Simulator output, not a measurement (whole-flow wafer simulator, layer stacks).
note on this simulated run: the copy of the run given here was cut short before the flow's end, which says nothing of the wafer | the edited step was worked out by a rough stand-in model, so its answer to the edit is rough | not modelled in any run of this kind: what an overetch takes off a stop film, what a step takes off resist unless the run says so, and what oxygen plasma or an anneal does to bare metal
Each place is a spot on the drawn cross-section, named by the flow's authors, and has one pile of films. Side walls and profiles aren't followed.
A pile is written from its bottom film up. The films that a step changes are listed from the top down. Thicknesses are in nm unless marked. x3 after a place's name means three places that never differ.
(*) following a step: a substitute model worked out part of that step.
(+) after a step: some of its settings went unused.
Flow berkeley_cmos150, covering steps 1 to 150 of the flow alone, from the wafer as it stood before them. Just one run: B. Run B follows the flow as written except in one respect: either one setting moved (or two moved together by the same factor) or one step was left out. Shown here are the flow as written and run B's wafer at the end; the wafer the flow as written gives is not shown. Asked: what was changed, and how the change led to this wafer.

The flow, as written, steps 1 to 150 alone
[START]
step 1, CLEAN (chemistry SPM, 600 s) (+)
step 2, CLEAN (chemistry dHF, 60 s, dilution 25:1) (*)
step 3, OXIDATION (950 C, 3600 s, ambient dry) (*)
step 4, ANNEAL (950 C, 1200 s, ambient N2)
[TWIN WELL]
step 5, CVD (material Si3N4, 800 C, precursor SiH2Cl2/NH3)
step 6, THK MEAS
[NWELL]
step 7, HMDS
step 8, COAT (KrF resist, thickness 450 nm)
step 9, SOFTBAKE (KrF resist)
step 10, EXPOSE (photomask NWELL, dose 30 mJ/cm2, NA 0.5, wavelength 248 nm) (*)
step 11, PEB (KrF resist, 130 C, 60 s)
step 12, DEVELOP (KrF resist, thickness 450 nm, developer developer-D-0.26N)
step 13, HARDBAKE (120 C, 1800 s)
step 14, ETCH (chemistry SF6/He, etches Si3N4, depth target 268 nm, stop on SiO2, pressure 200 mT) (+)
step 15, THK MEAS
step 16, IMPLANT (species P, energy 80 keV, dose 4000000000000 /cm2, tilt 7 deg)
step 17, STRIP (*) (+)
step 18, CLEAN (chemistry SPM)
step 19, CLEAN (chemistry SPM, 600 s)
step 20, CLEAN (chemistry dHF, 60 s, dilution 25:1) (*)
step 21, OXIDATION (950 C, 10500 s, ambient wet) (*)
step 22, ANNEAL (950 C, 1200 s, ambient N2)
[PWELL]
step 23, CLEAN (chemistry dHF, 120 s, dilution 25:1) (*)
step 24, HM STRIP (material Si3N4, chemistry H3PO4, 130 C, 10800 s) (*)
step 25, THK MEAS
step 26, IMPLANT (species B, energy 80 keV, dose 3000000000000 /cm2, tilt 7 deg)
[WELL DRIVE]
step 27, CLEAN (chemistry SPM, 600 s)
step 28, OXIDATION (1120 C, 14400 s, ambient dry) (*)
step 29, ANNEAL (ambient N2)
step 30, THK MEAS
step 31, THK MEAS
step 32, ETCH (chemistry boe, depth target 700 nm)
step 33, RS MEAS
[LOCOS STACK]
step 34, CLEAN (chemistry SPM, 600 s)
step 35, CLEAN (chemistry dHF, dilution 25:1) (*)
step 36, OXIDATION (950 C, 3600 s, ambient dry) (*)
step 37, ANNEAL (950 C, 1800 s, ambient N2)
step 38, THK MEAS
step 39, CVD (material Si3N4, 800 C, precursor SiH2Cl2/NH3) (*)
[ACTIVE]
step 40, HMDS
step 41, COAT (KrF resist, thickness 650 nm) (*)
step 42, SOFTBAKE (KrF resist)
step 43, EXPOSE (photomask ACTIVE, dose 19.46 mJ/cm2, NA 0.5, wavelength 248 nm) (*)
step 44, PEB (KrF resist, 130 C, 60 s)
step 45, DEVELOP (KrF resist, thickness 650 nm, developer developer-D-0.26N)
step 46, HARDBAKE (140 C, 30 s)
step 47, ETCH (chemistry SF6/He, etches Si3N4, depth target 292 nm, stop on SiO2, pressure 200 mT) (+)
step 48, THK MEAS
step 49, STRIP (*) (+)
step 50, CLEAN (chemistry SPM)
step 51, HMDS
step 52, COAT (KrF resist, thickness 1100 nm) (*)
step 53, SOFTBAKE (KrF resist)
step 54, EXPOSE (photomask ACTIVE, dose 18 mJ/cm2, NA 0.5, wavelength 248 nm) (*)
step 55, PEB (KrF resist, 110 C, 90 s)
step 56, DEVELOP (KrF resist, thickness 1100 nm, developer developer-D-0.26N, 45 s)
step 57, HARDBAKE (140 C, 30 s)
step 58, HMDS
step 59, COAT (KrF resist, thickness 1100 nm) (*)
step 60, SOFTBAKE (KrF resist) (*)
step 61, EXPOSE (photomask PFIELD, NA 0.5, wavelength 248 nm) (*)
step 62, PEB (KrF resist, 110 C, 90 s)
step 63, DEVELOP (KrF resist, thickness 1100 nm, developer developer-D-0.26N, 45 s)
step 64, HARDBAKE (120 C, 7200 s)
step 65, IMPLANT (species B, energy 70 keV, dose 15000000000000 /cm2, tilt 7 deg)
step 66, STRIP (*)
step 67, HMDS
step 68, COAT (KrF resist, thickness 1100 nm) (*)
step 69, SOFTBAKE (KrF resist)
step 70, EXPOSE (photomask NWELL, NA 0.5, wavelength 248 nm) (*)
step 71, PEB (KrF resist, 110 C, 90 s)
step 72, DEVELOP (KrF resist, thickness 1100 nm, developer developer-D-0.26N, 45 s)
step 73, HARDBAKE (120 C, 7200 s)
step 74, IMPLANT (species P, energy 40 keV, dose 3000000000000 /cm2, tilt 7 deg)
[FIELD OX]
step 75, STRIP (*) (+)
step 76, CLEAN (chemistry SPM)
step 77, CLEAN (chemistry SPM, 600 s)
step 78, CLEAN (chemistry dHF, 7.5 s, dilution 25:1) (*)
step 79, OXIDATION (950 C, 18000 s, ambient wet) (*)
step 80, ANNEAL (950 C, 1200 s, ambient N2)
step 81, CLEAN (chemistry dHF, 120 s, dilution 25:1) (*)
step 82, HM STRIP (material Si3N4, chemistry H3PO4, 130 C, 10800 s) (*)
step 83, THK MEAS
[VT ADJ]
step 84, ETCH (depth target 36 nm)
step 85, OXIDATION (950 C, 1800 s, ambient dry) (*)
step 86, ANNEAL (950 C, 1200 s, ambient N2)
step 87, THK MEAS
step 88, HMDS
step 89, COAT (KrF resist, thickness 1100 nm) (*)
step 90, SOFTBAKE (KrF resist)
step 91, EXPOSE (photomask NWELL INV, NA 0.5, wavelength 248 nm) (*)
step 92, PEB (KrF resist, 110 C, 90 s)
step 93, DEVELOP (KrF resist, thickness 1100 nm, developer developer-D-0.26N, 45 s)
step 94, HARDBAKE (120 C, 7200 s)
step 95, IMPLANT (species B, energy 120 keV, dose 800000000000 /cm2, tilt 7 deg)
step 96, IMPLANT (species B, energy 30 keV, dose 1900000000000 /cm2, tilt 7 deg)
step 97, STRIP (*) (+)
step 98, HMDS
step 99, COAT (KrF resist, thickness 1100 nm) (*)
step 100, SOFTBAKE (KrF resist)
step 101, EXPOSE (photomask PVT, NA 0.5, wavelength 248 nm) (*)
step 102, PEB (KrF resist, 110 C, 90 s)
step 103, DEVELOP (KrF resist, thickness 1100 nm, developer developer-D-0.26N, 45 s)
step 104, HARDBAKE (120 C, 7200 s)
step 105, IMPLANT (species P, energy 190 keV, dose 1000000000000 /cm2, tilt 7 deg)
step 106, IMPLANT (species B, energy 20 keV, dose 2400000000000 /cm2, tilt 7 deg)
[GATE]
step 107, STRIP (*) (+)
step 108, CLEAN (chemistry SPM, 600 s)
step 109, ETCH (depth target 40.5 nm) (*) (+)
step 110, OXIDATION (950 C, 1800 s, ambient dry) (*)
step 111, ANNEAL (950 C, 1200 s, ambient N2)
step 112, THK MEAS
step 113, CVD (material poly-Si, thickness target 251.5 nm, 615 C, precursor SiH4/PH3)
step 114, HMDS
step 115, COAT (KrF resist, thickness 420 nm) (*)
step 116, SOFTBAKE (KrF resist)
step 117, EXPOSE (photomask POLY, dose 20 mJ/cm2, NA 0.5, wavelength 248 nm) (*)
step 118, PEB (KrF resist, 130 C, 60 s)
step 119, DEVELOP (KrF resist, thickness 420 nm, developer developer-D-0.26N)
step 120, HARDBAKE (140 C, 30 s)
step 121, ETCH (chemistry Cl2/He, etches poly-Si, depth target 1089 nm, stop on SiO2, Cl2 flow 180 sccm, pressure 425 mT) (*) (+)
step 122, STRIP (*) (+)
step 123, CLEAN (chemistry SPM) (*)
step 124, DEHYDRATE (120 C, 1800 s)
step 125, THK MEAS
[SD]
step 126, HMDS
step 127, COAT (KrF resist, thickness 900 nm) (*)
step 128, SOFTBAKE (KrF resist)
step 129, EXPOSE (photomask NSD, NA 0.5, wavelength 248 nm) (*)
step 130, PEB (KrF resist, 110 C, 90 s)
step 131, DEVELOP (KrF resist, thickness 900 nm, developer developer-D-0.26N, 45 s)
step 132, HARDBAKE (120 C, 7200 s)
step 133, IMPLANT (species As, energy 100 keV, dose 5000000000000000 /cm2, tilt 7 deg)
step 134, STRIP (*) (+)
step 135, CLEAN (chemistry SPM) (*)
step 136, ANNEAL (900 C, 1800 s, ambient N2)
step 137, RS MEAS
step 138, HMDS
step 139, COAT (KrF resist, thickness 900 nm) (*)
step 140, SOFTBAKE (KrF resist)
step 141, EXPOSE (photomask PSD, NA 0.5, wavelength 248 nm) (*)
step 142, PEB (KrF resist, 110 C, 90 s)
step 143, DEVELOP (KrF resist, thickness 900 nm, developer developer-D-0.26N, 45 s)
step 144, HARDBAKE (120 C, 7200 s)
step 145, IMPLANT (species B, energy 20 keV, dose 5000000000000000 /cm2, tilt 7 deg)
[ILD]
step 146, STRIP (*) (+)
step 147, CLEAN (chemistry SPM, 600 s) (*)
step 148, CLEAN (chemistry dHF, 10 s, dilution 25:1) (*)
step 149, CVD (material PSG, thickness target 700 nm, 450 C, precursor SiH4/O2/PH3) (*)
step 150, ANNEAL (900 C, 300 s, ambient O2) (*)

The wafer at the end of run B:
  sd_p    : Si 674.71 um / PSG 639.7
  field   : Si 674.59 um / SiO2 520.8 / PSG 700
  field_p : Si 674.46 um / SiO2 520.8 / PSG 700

What caused this: step 110, OXIDATION: 877 C was run, while the flow as written has 950 C.

How this came from the change, step by step:
  step 110, OXIDATION (950 C, 1800 s, ambient dry) (*)
      sd_n, gate_n, sd_p, gate_p, contact, m1: SiO2 gains 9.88 (new film), Si loses 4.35 (it would be, as written: SiO2 gains 20.4 (new film), Si loses 8.98)
      field, field_p: SiO2 gains 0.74, Si loses 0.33 (it would be, as written: SiO2 gains 2.49, Si loses 1.09)
  step 148, CLEAN (chemistry dHF, 10 s, dilution 25:1) (*)
      sd_p: SiO2 loses 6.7 (all of it) (it would be, as written: SiO2 loses 7.51)
